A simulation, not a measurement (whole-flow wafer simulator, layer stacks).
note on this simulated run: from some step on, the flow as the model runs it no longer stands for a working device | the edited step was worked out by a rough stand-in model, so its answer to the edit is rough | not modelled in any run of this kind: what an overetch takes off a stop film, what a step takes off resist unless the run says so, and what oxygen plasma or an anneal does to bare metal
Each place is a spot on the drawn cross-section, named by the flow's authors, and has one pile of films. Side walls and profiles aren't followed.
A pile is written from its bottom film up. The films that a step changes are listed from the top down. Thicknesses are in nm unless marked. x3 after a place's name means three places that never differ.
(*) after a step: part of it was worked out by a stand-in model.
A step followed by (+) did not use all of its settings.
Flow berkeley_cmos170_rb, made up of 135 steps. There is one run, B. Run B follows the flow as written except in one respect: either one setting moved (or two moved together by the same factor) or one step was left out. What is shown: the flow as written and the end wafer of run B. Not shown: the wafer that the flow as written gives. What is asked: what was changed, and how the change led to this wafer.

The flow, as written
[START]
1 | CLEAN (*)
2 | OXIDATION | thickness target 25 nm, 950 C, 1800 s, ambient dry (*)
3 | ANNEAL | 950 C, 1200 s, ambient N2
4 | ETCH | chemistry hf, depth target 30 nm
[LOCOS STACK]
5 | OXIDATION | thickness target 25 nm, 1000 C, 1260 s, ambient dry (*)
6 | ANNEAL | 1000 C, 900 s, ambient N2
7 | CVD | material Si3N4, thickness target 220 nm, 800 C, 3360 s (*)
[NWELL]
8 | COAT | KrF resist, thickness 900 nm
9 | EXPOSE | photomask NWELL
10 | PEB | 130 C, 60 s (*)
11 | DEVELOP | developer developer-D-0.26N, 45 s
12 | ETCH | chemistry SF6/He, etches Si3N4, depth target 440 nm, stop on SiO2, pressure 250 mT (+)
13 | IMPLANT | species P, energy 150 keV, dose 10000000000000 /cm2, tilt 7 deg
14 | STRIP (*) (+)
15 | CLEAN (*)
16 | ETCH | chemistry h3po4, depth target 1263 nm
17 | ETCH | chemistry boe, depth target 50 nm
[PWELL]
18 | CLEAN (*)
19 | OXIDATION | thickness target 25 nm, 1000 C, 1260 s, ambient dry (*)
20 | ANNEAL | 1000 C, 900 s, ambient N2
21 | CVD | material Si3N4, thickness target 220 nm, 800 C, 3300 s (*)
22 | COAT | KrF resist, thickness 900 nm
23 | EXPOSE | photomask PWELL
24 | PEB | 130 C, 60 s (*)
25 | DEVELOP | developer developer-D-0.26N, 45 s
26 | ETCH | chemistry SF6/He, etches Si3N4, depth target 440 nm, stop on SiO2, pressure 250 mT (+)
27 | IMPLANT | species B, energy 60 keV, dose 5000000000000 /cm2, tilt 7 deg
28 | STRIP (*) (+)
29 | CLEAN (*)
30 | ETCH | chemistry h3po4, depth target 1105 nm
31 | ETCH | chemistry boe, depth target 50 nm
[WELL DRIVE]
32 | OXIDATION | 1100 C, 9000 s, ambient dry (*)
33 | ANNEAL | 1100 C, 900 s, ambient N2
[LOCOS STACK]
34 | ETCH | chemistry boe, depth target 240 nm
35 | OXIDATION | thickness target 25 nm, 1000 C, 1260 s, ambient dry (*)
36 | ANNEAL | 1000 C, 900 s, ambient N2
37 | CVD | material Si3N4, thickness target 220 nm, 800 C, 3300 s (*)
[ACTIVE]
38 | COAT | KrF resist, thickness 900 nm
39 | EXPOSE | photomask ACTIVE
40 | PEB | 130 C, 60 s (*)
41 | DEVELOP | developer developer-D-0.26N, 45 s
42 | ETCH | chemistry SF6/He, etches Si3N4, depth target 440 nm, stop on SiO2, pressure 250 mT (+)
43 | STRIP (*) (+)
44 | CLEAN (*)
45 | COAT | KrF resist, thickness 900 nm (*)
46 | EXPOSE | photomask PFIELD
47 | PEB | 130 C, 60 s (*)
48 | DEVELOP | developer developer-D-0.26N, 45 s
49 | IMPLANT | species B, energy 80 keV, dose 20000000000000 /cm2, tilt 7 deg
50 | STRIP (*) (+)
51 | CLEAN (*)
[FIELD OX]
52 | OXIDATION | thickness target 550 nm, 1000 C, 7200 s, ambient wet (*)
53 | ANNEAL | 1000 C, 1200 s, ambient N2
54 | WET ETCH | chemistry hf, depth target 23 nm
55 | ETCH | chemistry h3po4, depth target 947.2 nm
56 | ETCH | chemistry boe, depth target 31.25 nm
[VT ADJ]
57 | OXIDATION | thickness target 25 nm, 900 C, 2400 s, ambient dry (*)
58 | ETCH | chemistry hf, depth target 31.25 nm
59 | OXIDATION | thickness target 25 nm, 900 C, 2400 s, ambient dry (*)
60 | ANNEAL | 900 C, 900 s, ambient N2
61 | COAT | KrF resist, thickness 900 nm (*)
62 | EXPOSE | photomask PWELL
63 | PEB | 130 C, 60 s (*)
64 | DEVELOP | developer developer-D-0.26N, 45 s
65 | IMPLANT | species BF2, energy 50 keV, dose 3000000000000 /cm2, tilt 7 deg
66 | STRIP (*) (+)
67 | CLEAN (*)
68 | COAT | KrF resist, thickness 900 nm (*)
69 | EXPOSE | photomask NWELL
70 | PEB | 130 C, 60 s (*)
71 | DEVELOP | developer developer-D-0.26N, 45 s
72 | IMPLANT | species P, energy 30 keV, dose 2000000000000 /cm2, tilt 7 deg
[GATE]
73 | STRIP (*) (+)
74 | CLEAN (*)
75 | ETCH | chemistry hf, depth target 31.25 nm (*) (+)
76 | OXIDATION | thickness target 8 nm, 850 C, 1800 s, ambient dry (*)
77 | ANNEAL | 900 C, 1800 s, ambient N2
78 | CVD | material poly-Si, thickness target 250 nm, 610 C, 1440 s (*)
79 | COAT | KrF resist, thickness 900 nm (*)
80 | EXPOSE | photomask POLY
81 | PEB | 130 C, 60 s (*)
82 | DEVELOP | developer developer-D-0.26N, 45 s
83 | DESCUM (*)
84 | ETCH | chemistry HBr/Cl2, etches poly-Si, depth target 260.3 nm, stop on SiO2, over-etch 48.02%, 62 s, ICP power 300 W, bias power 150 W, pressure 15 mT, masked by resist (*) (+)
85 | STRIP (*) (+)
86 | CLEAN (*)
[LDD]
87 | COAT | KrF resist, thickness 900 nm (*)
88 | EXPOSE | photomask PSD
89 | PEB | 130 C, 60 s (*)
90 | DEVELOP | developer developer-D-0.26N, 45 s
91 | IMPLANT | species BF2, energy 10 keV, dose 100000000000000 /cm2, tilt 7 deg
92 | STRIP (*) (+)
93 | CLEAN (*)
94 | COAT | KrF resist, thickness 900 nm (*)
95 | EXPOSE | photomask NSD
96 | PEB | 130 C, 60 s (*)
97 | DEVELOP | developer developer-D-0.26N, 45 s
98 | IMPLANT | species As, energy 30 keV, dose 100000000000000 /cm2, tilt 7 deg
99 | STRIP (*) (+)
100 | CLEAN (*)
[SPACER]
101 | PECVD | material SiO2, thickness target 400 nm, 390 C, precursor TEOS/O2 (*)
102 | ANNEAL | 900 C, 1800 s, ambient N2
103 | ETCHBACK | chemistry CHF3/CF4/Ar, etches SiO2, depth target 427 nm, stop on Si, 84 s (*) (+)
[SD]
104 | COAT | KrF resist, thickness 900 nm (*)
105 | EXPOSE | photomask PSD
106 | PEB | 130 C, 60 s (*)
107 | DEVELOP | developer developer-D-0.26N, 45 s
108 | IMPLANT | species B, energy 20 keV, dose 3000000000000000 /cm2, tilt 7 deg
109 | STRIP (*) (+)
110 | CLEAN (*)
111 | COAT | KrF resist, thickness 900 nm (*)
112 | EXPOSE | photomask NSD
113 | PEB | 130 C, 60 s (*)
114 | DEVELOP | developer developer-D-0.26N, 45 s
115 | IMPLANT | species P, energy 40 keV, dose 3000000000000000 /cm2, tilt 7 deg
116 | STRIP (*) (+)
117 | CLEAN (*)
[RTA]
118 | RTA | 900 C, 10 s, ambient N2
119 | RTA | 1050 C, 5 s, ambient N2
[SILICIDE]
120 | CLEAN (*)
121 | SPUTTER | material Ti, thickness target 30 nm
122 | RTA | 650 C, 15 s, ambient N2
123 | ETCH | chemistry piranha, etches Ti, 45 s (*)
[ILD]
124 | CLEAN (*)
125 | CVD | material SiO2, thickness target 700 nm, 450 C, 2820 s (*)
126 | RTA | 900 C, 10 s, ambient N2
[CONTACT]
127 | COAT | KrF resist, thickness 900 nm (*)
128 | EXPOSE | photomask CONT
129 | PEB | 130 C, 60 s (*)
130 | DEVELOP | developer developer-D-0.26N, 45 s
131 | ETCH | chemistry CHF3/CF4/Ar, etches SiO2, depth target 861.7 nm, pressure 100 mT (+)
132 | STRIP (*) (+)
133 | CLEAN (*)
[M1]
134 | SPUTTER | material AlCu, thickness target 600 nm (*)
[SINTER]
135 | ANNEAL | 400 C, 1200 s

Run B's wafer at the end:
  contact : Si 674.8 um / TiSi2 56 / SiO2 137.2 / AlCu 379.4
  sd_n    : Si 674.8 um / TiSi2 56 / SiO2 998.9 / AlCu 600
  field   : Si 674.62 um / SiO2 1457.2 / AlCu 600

Cause: step 125, CVD: thickness target 998.9 nm was run, while the flow as written has thickness target 700 nm; step 125, CVD: 4024 s was run, where the flow has 2820 s.
One can read it off the wafer: sd_n has SiO2 998.9, and step 125 as written asks for 700 nm.

How this came from the change, step by step:
  125 | CVD | material SiO2, thickness target 700 nm, 450 C, 2820 s (*)
      sd_n, gate, sd_p, gate_p, contact, m1: +998.9 SiO2 (new film) (it would be, as written: +700 SiO2 (new film))
      field, spacer_n, spacer_p: +998.9 SiO2 (it would be, as written: +700 SiO2)
  131 | ETCH | chemistry CHF3/CF4/Ar, etches SiO2, depth target 861.7 nm, pressure 100 mT (+)
      contact: -861.7 SiO2 (it would be, as written: -700 SiO2 (all of it), -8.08 TiSi2)
  134 | SPUTTER | material AlCu, thickness target 600 nm (*)
      contact: +379.4 AlCu (new film) (it would be, as written: +415.1 AlCu (new film))
